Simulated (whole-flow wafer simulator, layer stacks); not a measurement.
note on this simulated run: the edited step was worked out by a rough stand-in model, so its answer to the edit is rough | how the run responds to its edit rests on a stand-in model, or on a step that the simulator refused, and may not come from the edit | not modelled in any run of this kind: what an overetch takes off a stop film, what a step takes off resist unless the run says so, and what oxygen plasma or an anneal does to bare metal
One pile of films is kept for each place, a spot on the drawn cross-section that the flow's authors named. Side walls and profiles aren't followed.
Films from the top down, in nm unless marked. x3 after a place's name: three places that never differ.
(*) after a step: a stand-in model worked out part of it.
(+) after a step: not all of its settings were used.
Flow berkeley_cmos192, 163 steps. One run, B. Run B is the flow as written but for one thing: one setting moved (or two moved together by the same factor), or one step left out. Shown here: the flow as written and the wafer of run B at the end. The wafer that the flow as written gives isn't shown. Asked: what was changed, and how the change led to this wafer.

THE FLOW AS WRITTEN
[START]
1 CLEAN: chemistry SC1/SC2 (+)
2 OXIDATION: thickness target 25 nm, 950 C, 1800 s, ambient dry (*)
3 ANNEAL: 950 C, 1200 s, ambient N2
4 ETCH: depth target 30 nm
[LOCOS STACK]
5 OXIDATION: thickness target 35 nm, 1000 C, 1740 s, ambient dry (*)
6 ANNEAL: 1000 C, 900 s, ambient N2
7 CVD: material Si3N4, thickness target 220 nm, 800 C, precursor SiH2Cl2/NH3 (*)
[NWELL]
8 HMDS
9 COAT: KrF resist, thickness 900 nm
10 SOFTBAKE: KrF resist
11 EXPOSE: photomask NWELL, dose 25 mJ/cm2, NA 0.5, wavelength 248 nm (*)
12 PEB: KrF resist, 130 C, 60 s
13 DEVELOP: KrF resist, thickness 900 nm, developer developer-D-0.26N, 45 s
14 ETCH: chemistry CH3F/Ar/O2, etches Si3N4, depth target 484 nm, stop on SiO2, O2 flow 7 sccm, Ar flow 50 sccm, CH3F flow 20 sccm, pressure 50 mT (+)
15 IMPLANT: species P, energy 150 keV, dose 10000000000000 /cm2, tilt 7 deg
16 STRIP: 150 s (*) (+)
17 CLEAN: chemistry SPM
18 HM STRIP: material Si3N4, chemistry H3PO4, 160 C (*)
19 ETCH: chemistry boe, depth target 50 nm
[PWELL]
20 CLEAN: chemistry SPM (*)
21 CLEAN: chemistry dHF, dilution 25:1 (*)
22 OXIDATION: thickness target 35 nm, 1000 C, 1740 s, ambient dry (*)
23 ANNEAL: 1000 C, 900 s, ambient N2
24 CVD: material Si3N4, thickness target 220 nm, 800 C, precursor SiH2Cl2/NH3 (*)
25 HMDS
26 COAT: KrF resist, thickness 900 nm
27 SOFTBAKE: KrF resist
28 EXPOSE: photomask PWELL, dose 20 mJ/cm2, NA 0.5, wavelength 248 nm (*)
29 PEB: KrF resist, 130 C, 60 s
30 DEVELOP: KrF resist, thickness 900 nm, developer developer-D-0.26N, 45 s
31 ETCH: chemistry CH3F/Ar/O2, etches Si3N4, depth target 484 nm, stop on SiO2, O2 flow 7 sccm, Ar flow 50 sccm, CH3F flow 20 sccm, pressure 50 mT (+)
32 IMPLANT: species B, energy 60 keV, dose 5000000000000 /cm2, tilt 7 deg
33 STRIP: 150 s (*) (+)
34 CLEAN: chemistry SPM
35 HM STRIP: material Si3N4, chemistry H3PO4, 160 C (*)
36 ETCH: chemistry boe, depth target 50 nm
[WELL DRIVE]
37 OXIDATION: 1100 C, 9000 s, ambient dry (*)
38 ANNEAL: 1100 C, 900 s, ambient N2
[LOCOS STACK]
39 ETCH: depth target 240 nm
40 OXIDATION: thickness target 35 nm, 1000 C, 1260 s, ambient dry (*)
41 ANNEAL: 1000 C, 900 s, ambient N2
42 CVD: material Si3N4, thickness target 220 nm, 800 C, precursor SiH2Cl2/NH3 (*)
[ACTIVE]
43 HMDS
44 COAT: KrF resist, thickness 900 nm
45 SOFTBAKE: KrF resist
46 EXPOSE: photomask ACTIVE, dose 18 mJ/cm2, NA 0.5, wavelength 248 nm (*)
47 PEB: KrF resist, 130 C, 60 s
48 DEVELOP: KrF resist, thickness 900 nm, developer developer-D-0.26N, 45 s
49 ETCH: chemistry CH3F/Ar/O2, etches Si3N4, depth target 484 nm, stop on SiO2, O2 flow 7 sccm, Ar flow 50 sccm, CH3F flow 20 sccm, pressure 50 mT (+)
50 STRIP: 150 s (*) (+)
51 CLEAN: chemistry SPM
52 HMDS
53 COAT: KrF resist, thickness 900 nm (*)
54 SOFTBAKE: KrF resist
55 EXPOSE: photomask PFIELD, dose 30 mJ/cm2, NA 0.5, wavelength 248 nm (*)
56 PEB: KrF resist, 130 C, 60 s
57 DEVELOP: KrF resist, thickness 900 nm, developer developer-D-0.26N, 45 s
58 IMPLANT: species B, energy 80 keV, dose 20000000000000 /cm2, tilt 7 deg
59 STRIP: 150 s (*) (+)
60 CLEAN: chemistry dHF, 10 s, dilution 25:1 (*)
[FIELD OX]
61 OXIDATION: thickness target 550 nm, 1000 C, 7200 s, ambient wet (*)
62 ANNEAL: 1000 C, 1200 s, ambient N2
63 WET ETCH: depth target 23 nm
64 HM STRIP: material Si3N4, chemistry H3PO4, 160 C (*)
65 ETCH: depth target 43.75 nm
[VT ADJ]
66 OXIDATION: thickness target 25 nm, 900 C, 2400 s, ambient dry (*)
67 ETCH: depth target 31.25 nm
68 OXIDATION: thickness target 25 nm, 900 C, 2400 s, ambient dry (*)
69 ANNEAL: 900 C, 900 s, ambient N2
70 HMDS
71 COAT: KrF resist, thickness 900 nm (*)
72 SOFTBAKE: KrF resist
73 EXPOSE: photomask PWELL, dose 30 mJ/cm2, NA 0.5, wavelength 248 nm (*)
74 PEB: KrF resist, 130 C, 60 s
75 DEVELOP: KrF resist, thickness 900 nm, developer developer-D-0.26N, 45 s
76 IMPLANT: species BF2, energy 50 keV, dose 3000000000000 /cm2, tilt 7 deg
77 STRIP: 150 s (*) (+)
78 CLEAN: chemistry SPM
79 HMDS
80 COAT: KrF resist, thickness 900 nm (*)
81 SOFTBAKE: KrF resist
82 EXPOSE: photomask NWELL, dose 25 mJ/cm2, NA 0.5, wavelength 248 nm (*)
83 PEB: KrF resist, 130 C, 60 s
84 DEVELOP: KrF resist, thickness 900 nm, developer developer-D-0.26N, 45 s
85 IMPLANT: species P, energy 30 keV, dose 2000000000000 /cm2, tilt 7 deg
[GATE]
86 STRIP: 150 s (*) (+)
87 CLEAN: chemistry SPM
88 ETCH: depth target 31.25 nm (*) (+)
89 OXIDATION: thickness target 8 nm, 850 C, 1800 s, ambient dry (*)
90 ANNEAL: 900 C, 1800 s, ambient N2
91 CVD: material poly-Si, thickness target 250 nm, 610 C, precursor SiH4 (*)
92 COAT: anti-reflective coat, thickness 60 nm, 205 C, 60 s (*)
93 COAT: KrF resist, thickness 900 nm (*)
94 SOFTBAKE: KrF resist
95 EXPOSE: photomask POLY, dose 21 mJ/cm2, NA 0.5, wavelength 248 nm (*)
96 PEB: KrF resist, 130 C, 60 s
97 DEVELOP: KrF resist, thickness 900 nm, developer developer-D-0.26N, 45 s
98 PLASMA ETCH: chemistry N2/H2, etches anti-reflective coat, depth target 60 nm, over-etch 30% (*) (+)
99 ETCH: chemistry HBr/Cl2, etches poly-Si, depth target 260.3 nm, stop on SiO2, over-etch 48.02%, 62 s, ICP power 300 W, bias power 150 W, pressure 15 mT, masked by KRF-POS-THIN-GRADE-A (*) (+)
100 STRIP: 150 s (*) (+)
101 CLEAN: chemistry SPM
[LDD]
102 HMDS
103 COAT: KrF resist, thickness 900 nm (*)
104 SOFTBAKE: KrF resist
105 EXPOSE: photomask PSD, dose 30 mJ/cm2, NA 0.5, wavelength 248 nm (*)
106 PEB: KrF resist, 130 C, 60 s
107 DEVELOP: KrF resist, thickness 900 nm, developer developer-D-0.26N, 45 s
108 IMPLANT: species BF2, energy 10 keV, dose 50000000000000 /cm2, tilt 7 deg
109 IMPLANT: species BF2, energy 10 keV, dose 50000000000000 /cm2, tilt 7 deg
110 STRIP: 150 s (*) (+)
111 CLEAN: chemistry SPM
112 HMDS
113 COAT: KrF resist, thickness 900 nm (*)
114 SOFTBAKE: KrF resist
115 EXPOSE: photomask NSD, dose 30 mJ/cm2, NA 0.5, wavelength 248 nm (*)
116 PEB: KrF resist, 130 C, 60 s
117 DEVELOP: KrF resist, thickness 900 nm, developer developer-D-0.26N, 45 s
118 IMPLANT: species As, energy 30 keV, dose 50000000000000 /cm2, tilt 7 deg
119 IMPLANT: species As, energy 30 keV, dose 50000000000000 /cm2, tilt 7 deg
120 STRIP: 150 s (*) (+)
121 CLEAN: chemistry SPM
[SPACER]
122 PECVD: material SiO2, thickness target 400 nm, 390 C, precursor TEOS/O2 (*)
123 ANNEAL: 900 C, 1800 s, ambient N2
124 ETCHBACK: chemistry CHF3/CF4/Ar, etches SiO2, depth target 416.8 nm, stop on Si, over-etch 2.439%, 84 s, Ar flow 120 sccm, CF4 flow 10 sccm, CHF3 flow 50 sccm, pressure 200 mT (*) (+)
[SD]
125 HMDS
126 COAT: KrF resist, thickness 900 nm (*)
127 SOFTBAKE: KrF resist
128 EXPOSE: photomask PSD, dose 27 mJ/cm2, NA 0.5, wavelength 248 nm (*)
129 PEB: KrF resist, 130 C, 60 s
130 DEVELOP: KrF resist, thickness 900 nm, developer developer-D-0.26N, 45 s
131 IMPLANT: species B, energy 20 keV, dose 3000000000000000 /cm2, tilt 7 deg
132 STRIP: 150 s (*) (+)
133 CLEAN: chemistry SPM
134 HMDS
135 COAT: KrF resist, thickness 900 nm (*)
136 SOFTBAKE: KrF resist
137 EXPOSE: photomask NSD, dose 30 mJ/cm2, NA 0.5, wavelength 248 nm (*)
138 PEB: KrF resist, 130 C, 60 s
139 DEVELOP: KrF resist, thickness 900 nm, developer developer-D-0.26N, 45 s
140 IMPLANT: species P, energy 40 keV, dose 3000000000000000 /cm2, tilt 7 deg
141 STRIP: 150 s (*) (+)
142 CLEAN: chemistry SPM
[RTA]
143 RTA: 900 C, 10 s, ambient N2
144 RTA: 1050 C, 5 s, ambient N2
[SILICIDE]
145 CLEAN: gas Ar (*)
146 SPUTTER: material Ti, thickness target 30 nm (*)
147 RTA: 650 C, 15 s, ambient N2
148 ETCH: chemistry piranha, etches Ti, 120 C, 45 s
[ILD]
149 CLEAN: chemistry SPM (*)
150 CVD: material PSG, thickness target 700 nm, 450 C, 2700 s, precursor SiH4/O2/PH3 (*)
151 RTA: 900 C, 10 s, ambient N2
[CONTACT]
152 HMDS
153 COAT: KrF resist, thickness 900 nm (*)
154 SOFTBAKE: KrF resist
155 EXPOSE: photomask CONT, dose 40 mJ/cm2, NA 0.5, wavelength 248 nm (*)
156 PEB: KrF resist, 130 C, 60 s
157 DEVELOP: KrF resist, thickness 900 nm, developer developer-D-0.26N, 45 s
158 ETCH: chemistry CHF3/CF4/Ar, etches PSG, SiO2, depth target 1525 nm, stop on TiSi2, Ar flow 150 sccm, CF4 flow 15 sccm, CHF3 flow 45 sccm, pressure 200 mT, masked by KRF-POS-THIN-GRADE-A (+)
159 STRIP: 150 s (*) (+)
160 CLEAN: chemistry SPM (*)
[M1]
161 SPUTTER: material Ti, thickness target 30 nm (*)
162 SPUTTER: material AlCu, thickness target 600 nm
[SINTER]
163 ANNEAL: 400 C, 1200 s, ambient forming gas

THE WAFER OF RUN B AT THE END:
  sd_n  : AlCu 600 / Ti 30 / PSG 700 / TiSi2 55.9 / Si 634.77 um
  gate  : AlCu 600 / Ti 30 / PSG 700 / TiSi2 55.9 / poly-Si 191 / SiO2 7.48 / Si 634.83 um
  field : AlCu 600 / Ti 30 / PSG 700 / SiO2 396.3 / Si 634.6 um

The cause: step 37, OXIDATION: 1155 C was run, where the flow has 1100 C.

How the change led to this, step by step:
  37 OXIDATION: 1100 C, 9000 s, ambient dry (*)
      field, sd_n, spacer_n and 6 more: SiO2 +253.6 (new film), Si -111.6 (as written it would be: SiO2 +197.6 (new film), Si -86.9)
  39 ETCH: depth target 240 nm
      field, sd_n, spacer_n and 6 more: SiO2 -240 (as written it would be: SiO2 -197.6 (all of it))
  40 OXIDATION: thickness target 35 nm, 1000 C, 1260 s, ambient dry (*)
      field, sd_n, spacer_n and 6 more: SiO2 +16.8, Si -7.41 (as written it would be: SiO2 +26.6 (new film), Si -11.7)
  61 OXIDATION: thickness target 550 nm, 1000 C, 7200 s, ambient wet (*)
      gate: SiO2 +12.1 (new film), Si3N4 -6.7 (as written it would be: SiO2 +12.1 (new film), Si3N4 -6.7, SiO2 +0.05, Si -0.05)
  65 ETCH: depth target 43.75 nm
      spacer_n, gate, spacer_p, gate_p, contact, m1: SiO2 -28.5 (all of it) (as written it would be: SiO2 -24.6 (all of it))
      sd_n, sd_p: SiO2 -28.7 (all of it) (as written it would be: SiO2 -24.6 (all of it))
  92 COAT: anti-reflective coat, thickness 60 nm, 205 C, 60 s (*)
      spacer_n: anti-reflective coat +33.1 (new film) (as written it would be: anti-reflective coat +33.8 (new film))
      gate: anti-reflective coat +29.3 (new film) (as written it would be: anti-reflective coat +30 (new film))
  98 PLASMA ETCH: chemistry N2/H2, etches anti-reflective coat, depth target 60 nm, over-etch 30% (*) (+)
      spacer_n: anti-reflective coat -33.1 (all of it), poly-Si -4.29 (as written it would be: anti-reflective coat -33.8 (all of it), poly-Si -4.21)
  100 STRIP: 150 s (*) (+)
      gate: chemical SiO2 +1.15 (new film), KrF resist -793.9 (all of it), anti-reflective coat -29.3 (all of it), poly-Si -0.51 (as written it would be: chemical SiO2 +1.15 (new film), KrF resist -791.8 (all of it), anti-reflective coat -30 (all of it), poly-Si -0.51)
